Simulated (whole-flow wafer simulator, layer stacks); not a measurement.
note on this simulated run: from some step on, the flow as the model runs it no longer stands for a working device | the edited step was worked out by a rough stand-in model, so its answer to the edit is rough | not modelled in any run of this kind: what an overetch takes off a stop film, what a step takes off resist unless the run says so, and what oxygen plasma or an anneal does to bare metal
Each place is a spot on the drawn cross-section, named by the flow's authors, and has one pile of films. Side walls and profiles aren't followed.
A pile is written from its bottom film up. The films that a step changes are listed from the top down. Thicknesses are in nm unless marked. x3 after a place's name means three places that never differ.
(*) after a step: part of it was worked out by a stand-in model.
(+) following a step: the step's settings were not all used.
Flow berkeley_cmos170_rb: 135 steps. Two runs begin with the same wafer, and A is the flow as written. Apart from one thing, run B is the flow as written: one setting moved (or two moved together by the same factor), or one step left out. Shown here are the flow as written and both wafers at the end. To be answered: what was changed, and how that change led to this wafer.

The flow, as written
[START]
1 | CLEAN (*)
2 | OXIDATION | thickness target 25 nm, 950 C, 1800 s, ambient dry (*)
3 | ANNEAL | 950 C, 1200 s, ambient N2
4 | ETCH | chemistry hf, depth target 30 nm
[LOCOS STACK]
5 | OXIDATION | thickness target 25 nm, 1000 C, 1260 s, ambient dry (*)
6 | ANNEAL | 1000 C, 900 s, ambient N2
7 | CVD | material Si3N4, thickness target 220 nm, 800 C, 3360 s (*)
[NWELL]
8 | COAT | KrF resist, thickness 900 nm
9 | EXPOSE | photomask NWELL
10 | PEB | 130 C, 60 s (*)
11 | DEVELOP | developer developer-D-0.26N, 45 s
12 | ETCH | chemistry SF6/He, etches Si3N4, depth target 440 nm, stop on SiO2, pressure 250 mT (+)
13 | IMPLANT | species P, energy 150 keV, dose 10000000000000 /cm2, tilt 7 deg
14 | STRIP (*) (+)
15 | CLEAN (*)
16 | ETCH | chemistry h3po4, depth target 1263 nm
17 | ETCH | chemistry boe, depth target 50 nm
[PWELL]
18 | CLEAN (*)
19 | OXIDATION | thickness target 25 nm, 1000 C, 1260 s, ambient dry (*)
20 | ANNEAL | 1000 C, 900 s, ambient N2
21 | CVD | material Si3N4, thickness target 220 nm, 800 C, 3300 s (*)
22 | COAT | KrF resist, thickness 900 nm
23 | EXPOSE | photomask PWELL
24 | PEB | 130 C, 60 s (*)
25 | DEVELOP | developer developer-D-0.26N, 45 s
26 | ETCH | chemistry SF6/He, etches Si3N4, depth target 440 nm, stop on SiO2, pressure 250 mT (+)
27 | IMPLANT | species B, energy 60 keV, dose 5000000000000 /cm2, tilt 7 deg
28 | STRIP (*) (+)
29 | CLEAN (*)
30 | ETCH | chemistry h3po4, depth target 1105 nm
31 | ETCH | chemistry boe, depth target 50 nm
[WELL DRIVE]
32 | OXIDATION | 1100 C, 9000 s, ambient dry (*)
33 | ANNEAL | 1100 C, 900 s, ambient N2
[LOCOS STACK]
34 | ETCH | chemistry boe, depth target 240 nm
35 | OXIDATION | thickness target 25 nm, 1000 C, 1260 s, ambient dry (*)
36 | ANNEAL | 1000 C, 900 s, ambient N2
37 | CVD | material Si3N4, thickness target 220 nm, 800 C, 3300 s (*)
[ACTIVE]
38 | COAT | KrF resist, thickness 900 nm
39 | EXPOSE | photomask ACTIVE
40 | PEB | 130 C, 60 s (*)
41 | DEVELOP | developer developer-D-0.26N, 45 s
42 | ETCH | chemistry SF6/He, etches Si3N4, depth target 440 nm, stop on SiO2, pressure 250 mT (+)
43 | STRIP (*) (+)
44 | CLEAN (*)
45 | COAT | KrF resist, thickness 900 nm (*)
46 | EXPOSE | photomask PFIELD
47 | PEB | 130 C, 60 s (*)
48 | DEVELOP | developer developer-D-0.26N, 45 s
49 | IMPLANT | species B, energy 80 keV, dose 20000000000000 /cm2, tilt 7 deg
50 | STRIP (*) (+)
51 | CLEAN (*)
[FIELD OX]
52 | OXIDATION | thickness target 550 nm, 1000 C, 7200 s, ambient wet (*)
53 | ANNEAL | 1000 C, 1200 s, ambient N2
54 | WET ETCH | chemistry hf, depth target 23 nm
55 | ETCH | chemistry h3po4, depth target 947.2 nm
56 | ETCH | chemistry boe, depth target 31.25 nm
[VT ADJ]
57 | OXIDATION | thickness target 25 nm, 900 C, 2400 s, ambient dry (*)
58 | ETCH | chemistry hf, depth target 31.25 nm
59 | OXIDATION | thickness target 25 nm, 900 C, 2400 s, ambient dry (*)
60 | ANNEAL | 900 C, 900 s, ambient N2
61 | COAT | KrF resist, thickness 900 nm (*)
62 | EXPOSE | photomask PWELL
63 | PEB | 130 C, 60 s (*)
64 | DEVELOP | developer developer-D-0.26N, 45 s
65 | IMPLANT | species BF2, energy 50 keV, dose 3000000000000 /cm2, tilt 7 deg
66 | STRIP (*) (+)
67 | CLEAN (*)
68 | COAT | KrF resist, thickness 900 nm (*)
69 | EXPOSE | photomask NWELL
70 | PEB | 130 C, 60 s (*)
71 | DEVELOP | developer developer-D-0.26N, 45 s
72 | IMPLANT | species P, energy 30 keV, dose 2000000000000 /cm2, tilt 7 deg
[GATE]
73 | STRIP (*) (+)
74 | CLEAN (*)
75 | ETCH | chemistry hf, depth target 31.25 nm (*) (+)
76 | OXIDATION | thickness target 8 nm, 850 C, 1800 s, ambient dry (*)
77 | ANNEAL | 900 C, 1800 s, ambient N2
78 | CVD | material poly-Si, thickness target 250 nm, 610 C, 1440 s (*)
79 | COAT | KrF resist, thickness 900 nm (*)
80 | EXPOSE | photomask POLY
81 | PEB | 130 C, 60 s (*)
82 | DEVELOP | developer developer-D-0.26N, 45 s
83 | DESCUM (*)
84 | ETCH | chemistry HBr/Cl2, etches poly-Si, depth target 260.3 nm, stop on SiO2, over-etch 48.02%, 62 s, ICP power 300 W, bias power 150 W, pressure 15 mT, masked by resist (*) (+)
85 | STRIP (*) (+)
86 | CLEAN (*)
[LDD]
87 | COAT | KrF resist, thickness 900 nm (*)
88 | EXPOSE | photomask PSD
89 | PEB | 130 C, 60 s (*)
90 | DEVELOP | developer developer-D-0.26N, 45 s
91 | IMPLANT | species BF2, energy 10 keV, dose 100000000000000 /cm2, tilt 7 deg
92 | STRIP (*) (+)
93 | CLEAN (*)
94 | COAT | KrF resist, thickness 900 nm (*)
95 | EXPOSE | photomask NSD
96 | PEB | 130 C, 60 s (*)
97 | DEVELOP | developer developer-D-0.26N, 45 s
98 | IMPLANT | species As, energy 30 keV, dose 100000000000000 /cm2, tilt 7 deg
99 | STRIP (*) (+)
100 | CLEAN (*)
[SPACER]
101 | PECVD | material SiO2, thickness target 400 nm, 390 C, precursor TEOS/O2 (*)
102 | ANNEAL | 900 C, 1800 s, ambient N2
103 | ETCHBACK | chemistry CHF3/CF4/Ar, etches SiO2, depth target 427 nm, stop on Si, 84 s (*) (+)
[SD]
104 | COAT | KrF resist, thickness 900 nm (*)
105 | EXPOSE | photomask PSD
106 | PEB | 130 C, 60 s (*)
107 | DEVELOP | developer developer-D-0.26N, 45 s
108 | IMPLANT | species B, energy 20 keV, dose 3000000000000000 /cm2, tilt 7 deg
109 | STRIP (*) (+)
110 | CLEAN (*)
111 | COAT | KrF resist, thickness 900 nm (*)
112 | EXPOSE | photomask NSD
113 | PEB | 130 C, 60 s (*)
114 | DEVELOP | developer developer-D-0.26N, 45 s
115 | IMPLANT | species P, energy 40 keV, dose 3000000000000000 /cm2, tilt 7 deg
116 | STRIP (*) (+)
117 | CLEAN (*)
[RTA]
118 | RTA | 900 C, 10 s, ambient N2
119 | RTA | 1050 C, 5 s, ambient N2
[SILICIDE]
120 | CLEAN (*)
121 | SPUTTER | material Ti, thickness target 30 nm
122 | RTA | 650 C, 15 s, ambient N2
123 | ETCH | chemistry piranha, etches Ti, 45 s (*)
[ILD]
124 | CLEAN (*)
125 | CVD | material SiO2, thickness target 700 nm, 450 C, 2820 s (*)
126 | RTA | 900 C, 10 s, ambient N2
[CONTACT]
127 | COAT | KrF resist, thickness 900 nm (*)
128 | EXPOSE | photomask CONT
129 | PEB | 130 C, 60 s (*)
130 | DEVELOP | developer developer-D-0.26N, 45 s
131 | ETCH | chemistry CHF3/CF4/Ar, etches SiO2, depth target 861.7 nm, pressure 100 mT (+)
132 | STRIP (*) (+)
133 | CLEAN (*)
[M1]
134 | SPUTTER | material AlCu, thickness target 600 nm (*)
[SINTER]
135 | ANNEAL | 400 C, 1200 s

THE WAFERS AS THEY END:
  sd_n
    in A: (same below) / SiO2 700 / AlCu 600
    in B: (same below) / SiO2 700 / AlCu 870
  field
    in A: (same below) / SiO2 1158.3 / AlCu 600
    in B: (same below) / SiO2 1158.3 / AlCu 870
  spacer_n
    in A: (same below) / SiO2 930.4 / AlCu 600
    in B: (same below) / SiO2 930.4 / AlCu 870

The reason: step 134, SPUTTER: thickness target 870 nm was run, though the flow has thickness target 600 nm.
One can read it off the wafer: sd_n has AlCu 870, and step 134 as written asks for 600 nm.

Step by step, how the change led to this:
  134 | SPUTTER | material AlCu, thickness target 600 nm (*)
      field, sd_n, spacer_n, gate, spacer_p, gate_p, m1: A +600 AlCu (new film) | B +870 AlCu (new film)
      sd_p: A +545.9 AlCu (new film) | B +806 AlCu (new film)
      (and at 1 other place as well)
